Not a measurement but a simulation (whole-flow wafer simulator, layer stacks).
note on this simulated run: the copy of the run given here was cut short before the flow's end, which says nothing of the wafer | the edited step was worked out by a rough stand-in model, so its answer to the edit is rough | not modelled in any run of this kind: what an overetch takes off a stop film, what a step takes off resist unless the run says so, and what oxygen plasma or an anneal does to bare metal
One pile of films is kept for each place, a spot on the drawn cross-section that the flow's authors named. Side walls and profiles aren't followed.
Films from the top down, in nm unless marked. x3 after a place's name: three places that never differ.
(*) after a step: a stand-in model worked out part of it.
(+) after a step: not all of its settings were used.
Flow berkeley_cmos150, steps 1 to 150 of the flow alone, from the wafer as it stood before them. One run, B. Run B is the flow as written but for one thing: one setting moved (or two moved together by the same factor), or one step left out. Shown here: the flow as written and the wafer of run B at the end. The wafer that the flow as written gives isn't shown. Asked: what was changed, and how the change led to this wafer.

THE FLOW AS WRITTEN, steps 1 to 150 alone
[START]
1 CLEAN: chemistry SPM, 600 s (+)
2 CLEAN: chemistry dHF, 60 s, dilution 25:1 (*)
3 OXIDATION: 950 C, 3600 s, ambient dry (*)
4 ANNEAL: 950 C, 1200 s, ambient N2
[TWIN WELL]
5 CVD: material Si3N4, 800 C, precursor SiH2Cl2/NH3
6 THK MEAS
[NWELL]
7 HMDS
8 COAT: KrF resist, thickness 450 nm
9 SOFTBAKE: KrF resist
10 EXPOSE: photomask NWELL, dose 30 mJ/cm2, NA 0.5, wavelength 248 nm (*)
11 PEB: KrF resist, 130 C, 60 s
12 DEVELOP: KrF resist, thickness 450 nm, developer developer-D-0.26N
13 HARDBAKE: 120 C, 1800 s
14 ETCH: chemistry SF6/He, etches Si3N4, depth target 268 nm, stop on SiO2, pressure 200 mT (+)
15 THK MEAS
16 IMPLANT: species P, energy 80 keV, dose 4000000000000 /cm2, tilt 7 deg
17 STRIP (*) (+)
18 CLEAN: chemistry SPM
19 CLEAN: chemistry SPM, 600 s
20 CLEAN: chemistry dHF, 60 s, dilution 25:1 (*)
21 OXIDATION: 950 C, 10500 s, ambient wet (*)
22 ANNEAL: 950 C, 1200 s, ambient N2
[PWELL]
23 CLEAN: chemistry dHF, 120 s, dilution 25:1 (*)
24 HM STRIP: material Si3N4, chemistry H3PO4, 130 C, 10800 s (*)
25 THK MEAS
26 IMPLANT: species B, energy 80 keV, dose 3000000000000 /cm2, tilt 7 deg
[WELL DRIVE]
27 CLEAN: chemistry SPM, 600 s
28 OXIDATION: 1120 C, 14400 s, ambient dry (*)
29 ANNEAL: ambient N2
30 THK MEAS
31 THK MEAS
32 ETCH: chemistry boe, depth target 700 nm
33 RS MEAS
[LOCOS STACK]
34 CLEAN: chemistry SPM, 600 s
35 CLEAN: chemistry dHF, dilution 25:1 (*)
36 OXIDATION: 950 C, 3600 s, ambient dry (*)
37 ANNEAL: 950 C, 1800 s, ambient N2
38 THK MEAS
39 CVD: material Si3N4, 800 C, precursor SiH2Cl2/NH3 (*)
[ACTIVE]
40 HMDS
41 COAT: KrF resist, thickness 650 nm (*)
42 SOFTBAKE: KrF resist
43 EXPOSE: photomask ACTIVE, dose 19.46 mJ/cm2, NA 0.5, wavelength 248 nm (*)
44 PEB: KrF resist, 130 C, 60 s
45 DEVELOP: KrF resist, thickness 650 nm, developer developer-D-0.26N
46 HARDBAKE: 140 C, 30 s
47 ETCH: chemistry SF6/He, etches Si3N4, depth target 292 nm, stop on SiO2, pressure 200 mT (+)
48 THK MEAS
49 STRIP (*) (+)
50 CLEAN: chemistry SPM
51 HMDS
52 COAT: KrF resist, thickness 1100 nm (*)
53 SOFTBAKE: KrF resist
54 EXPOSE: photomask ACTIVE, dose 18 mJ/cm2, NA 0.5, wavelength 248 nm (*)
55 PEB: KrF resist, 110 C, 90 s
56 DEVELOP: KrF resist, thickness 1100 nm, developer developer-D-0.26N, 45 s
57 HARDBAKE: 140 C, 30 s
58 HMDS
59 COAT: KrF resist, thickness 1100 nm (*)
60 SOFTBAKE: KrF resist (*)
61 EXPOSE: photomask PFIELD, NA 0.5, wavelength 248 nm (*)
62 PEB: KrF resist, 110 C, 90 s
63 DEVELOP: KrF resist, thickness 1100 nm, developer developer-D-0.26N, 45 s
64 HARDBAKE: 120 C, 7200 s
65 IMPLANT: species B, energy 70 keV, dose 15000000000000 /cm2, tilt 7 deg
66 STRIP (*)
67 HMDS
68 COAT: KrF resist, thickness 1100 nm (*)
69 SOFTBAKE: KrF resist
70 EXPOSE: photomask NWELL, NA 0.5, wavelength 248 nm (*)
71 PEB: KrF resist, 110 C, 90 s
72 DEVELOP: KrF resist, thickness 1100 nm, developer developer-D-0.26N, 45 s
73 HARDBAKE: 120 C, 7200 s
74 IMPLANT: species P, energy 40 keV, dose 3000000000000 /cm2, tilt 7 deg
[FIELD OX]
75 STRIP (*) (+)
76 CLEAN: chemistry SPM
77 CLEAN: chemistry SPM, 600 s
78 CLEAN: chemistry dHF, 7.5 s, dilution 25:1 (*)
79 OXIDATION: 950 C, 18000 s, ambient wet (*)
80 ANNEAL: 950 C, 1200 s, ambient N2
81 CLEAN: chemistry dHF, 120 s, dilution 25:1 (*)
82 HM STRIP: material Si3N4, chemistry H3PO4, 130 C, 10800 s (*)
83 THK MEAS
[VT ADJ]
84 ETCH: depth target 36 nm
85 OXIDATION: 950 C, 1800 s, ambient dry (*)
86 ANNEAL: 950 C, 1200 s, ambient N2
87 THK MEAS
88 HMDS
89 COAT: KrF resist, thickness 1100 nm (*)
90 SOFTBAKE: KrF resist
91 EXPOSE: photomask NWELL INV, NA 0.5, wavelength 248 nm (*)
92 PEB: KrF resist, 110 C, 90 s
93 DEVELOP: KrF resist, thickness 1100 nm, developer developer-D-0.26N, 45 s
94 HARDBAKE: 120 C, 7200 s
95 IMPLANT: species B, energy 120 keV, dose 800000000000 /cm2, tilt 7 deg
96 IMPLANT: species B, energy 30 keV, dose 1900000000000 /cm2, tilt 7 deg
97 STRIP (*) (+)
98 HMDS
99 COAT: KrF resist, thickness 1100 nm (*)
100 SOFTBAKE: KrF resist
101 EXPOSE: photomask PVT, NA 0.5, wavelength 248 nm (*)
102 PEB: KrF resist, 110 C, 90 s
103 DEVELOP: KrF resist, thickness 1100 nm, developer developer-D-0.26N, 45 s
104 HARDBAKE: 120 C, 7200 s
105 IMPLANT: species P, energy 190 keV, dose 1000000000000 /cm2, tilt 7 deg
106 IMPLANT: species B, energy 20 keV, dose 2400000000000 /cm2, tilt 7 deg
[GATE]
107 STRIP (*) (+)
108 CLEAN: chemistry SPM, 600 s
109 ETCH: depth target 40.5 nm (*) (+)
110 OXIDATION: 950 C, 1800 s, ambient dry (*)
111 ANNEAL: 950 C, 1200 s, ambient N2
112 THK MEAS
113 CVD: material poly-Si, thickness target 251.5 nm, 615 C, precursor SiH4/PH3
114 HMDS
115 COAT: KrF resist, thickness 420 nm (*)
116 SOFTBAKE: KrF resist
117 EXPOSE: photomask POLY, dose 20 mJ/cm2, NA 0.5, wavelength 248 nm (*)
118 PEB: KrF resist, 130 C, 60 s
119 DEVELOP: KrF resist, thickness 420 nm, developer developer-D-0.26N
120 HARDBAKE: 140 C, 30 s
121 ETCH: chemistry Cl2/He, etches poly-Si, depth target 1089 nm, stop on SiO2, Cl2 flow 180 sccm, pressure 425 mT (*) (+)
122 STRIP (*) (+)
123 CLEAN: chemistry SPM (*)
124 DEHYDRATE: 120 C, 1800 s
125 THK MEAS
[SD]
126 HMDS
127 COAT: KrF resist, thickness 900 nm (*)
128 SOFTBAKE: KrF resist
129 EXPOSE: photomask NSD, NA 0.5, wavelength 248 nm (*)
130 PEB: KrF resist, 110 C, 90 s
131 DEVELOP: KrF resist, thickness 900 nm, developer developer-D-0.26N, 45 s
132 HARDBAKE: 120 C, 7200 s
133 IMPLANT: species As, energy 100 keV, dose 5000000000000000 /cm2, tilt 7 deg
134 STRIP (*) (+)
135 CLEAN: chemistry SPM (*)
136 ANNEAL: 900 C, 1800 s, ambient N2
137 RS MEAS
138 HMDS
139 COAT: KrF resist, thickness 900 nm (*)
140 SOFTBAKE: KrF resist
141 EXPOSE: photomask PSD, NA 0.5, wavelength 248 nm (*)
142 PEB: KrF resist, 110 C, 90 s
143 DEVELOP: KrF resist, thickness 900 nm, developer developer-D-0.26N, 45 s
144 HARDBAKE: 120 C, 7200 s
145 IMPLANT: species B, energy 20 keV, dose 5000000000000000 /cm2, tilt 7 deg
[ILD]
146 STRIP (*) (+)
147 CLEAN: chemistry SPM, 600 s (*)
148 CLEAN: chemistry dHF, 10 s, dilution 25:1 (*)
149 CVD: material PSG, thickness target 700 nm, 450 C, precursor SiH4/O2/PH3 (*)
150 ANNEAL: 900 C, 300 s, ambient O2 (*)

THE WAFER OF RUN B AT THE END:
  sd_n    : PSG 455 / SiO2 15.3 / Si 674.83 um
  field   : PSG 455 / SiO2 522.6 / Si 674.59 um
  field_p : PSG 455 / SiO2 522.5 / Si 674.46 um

The cause: step 149, CVD: thickness target 455 nm was run, where the flow has thickness target 700 nm.
It can be read off the wafer: sd_n has PSG 455, and step 149 as written asks for 700 nm.

How the change led to this, step by step:
  149 CVD: material PSG, thickness target 700 nm, 450 C, precursor SiH4/O2/PH3 (*)
      field, field_p, sd_n, gate_n, gate_p, contact, m1: PSG +455 (new film) (as written it would be: PSG +700 (new film))
      sd_p: PSG +420.2 (new film) (as written it would be: PSG +639.5 (new film))
